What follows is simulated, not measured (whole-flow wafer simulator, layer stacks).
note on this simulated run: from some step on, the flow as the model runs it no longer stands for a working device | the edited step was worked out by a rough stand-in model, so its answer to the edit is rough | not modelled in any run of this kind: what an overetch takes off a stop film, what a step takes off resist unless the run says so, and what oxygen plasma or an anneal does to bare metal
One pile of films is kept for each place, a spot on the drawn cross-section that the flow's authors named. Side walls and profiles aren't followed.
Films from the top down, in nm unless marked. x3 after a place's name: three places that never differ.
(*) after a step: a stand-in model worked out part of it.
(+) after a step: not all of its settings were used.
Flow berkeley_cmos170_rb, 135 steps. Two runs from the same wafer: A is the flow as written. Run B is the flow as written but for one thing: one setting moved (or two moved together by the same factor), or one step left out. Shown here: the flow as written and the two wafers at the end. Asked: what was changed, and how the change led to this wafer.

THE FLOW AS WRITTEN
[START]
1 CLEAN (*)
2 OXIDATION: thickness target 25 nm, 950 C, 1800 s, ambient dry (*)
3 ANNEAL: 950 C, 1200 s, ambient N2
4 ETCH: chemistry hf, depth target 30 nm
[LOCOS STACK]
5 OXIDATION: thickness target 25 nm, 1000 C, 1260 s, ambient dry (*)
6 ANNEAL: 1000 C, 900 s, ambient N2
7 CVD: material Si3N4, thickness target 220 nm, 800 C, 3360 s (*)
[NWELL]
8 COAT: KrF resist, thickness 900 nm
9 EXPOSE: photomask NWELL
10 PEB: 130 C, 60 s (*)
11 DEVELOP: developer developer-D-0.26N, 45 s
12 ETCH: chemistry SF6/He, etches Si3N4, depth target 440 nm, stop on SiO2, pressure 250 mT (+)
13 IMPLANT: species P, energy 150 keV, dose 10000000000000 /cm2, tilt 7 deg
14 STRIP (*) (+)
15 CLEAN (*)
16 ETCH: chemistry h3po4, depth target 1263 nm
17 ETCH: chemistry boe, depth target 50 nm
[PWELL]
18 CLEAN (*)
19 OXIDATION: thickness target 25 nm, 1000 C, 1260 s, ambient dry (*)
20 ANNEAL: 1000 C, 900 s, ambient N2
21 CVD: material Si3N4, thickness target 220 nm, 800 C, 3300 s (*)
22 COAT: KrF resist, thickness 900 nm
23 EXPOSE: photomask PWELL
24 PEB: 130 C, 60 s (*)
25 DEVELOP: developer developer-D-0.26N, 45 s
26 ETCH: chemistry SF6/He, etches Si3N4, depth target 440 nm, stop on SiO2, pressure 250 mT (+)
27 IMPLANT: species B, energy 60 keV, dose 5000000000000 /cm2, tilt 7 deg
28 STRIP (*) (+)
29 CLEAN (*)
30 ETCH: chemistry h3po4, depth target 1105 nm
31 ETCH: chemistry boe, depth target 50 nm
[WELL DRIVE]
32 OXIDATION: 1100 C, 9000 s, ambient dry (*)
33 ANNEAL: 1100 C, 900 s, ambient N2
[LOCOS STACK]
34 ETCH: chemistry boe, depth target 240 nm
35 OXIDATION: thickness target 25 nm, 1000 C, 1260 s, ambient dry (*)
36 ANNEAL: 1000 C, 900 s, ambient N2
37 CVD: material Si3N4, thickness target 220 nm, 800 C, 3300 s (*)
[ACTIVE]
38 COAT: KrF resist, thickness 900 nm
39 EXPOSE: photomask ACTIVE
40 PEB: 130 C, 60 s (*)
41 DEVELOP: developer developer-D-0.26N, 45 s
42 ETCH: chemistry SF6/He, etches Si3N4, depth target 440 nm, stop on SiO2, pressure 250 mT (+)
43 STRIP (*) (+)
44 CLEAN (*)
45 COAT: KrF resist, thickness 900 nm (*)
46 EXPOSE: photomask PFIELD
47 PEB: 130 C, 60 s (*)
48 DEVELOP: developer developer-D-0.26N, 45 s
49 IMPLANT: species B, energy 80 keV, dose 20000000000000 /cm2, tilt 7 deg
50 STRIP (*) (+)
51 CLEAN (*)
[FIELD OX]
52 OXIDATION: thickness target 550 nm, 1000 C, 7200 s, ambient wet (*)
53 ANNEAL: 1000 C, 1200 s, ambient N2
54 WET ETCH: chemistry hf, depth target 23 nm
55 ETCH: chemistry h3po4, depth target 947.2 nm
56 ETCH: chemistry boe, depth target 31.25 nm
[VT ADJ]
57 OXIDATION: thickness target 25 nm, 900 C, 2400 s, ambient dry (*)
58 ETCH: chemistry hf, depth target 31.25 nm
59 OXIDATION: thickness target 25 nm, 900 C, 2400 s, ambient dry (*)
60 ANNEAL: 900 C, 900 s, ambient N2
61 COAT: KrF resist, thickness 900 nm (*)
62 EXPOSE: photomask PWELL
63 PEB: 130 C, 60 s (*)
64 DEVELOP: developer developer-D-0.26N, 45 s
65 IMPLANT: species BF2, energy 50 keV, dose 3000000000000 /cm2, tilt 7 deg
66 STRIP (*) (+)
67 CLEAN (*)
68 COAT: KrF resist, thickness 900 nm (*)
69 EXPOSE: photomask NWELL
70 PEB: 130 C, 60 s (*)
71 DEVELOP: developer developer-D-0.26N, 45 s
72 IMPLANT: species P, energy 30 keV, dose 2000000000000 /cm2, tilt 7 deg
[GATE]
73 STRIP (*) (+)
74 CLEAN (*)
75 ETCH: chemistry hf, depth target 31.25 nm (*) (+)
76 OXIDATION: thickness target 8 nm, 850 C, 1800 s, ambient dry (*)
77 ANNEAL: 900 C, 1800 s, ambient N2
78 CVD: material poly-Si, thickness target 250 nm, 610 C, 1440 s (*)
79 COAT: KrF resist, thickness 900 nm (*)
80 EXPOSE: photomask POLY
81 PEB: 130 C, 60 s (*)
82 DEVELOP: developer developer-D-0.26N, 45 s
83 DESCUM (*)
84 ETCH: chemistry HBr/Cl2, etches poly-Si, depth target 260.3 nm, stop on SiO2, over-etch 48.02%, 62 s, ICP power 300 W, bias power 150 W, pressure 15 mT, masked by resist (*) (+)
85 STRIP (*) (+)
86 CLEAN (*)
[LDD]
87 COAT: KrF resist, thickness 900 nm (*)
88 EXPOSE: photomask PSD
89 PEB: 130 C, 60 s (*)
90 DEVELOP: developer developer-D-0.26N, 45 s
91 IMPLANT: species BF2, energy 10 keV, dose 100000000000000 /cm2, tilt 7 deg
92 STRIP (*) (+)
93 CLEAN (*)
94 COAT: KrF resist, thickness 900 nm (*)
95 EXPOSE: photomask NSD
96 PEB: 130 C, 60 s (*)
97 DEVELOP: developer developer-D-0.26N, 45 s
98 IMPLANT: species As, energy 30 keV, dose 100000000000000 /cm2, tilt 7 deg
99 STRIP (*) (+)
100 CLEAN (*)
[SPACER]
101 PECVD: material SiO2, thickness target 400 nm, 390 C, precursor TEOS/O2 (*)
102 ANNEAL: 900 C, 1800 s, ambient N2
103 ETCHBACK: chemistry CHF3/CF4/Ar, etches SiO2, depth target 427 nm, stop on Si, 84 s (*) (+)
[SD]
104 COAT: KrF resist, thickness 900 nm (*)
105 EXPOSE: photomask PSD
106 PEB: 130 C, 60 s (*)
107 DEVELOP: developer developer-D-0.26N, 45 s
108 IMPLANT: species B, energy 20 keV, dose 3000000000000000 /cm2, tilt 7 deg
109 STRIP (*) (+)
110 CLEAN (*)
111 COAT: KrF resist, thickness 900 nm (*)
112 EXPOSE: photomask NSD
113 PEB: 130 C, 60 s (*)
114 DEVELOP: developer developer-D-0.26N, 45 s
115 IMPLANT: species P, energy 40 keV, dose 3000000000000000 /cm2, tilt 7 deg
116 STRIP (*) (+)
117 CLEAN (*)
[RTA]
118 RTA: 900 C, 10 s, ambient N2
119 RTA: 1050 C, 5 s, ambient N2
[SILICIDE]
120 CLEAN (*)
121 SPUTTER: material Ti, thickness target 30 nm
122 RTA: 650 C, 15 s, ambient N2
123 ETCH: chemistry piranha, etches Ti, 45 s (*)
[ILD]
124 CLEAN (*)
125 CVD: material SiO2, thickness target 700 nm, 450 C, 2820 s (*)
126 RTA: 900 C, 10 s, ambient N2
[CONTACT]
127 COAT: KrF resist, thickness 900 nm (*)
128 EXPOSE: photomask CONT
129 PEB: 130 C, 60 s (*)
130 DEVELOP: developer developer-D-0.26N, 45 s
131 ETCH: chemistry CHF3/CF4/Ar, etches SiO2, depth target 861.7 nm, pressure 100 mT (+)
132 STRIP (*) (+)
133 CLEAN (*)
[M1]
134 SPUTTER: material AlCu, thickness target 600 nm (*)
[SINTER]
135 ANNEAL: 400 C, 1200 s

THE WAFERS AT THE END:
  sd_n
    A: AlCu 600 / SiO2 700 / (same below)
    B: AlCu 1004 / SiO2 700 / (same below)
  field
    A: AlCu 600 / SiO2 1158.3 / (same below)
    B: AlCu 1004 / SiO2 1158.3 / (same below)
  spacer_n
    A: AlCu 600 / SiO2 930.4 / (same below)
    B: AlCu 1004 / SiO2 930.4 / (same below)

The cause: step 134, SPUTTER: thickness target 1004 nm was run, where the flow has thickness target 600 nm.
It can be read off the wafer: sd_n has AlCu 1004, and step 134 as written asks for 600 nm.

How the change led to this, step by step:
  134 SPUTTER: material AlCu, thickness target 600 nm (*)
      field, sd_n, spacer_n, gate, spacer_p, gate_p, m1: A AlCu +600 (new film) | B AlCu +1004 (new film)
      sd_p: A AlCu +545.9 (new film) | B AlCu +936.8 (new film)
      (and at 1 more place)
